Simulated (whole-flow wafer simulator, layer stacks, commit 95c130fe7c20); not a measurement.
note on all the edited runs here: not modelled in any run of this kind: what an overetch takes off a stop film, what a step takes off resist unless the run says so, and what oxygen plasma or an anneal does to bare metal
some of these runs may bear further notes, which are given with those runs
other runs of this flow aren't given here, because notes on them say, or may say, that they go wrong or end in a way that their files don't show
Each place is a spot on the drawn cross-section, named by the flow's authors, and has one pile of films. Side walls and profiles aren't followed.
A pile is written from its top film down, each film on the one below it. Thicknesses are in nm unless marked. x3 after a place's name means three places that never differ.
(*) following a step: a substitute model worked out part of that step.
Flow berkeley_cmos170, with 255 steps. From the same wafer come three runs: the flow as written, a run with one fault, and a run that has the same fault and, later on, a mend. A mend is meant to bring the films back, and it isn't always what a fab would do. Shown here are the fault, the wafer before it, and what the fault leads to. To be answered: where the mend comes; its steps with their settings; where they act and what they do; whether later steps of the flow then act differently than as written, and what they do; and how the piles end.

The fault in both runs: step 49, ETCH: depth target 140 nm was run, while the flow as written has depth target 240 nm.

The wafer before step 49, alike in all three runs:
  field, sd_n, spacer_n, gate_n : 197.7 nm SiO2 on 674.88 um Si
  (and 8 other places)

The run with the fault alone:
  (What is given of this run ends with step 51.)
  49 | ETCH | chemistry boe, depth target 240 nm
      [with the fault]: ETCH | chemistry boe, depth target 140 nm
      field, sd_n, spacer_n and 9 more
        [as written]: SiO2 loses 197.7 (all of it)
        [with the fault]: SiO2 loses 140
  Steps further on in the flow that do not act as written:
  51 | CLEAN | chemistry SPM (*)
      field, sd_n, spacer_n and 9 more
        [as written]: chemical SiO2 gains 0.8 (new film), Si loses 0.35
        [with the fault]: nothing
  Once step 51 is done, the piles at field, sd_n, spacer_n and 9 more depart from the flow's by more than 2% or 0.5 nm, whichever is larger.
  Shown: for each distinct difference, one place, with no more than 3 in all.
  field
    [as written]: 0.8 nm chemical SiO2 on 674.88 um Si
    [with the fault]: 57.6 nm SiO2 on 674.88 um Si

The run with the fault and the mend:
  The mend follows step 50.
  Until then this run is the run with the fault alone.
  50a | ETCH | chemistry boe, depth target 100 nm (the flow's step 49, run once more with other settings)
      field, sd_n, spacer_n and 9 more
        SiO2 loses 57.6 (all of it)
  Later steps of the flow that are run all act as written at every place that is followed.
  The piles end the same as the flow's at every place that both follow.
